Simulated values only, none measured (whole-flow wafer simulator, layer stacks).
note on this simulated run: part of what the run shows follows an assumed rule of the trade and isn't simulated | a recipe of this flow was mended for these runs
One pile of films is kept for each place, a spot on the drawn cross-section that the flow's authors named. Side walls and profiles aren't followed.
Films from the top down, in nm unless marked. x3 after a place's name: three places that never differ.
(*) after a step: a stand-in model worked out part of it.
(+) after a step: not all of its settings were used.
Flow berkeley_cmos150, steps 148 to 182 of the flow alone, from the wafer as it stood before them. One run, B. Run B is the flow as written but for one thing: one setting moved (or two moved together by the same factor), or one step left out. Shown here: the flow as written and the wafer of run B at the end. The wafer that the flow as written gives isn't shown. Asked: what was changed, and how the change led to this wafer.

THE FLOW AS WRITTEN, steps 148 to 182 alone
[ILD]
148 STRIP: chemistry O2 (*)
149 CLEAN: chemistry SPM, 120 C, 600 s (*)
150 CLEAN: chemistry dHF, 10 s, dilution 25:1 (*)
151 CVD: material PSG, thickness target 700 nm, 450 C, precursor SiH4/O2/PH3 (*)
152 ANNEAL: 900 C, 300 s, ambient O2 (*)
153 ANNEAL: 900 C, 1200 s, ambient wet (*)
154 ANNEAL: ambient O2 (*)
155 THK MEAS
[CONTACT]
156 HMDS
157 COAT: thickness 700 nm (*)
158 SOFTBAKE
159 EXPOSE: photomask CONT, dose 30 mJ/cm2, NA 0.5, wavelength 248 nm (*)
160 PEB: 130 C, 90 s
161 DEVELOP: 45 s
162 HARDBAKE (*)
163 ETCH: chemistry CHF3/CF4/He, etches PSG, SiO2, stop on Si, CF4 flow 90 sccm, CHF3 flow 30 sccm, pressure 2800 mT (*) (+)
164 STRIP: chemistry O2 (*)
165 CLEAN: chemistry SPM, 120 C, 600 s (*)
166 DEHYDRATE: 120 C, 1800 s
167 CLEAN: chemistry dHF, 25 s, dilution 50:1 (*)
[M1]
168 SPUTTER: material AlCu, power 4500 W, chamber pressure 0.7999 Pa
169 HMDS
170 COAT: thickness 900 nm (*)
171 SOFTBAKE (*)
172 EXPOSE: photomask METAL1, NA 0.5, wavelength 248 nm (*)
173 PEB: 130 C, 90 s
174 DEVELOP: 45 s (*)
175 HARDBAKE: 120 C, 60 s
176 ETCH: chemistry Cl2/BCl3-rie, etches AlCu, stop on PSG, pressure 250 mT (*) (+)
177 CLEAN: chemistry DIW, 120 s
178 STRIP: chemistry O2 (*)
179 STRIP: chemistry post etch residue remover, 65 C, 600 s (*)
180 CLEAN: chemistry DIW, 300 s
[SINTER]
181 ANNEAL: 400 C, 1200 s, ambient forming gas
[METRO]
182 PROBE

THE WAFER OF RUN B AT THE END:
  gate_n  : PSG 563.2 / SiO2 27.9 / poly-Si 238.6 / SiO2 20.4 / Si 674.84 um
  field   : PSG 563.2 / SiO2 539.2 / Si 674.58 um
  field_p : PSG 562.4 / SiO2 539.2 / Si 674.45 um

The cause: step 151, CVD: thickness target 655 nm was run, where the flow has thickness target 700 nm.

How the change led to this, step by step:
  151 CVD: material PSG, thickness target 700 nm, 450 C, precursor SiH4/O2/PH3 (*)
      field, field_p, sd_n, gate_n, gate_p, contact, m1: PSG +655 (new film) (as written it would be: PSG +700 (new film))
      sd_p: PSG +599.6 (new film) (as written it would be: PSG +639.5 (new film))
  153 ANNEAL: 900 C, 1200 s, ambient wet (*)
      sd_n, contact, m1: PSG -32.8, SiO2 +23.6, Si -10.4 (as written it would be: PSG -35, SiO2 +22.8, Si -10)
      field, field_p: PSG -32.8, SiO2 +16.7, Si -7.33 (as written it would be: PSG -35, SiO2 +16.3, Si -7.15)
      (and at 3 more places)
  163 ETCH: chemistry CHF3/CF4/He, etches PSG, SiO2, stop on Si, CF4 flow 90 sccm, CHF3 flow 30 sccm, pressure 2800 mT (*) (+)
      field, field_p, sd_n, gate_n, sd_p, gate_p, m1: KrF-resist -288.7 (as written it would be: KrF-resist -303.7)
      contact: PSG -622.2 (all of it), SiO2 -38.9 (all of it), Si -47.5 (as written it would be: PSG -665 (all of it), SiO2 -38.1 (all of it), Si -47.5)
  164 STRIP: chemistry O2 (*)
      field: KrF-resist -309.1 (all of it) (as written it would be: KrF-resist -294.5 (all of it))
      field_p: KrF-resist -410.9 (all of it) (as written it would be: KrF-resist -397.1 (all of it))
      (and at 4 more places)
  168 SPUTTER: material AlCu, power 4500 W, chamber pressure 0.7999 Pa
      contact: AlCu +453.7 (new film) (as written it would be: AlCu +443.6 (new film))
  170 COAT: thickness 900 nm (*)
      contact: thick-KrF-resist +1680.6 (new film) (as written it would be: thick-KrF-resist +1720.1 (new film))
  175 HARDBAKE: 120 C, 60 s
      contact: thick-KrF-resist -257 (as written it would be: thick-KrF-resist -263.1)
  178 STRIP: chemistry O2 (*)
      contact: thick-KrF-resist -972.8 (all of it) (as written it would be: thick-KrF-resist -1006.2 (all of it))
